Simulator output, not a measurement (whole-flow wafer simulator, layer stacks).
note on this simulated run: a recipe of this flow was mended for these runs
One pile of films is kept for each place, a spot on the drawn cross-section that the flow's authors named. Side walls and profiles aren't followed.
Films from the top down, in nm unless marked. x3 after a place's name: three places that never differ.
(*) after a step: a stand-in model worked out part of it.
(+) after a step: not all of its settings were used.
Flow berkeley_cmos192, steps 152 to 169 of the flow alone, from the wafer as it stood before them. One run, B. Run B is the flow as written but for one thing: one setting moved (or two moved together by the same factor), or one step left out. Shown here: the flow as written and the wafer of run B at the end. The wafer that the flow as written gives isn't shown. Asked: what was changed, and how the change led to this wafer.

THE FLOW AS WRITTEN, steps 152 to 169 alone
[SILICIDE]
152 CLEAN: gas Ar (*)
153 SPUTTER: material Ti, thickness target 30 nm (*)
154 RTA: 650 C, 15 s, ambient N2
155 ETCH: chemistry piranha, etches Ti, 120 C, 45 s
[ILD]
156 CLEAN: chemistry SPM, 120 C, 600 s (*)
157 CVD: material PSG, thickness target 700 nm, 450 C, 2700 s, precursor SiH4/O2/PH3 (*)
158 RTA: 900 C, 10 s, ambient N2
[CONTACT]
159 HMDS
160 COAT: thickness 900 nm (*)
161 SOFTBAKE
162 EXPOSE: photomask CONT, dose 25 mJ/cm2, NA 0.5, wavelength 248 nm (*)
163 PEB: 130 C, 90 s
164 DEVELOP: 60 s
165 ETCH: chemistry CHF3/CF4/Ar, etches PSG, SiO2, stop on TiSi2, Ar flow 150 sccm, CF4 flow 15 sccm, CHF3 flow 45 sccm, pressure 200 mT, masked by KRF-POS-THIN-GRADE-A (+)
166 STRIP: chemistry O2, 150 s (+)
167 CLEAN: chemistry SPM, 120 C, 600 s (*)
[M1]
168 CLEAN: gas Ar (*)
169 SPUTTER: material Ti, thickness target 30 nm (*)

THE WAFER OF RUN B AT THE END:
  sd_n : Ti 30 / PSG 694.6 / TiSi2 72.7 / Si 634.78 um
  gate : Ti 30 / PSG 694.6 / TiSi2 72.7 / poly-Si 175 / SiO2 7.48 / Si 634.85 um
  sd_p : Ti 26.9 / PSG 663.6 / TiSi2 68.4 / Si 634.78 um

The cause: step 153, SPUTTER: thickness target 39 nm was run, where the flow has thickness target 30 nm.

How the change led to this, step by step:
  153 SPUTTER: material Ti, thickness target 30 nm (*)
      field, sd_n, spacer_n, gate, spacer_p, gate_p, contact, m1: Ti +39 (new film) (as written it would be: Ti +30 (new film))
      sd_p: Ti +36.7 (new film) (as written it would be: Ti +28.2 (new film))
  154 RTA: 650 C, 15 s, ambient N2
      sd_n, contact, m1: Ti -30.4, TiSi first +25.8 (new film), TiSi2 C49 +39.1 (new film), Si -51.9 (as written it would be: Ti -23.4, TiSi first +6.2 (new film), TiSi2 C49 +50.3 (new film), Si -49)
      gate, gate_p: Ti -30.4, TiSi first +25.8 (new film), TiSi2 C49 +39.1 (new film), poly-Si -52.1 (as written it would be: Ti -23.4, TiSi first +6.2 (new film), TiSi2 C49 +50.3 (new film), poly-Si -49.2)
      (and at 1 more place)
  155 ETCH: chemistry piranha, etches Ti, 120 C, 45 s
      sd_n, gate, gate_p, contact, m1: Ti -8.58 (all of it), TiSi first -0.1 (as written it would be: Ti -6.6 (all of it), TiSi first -0.1)
      field, spacer_n, spacer_p: Ti -39 (all of it) (as written it would be: Ti -30 (all of it))
      (and at 1 more place)
  158 RTA: 900 C, 10 s, ambient N2
      sd_n, contact, m1: under 1 film: TiSi2 +72.7 (new film), TiSi first -25.7 (all of it), TiSi2 C49 -39.1 (all of it), Si -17 (as written it would be: under 1 film: TiSi2 +55.9 (new film), TiSi first -6.09 (all of it), TiSi2 C49 -50.3 (all of it), Si -4.05)
      gate, gate_p: under 1 film: TiSi2 +72.7 (new film), TiSi first -25.7 (all of it), TiSi2 C49 -39.1 (all of it), poly-Si -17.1 (as written it would be: under 1 film: TiSi2 +55.9 (new film), TiSi first -6.09 (all of it), TiSi2 C49 -50.3 (all of it), poly-Si -4.06)
      (and at 1 more place)
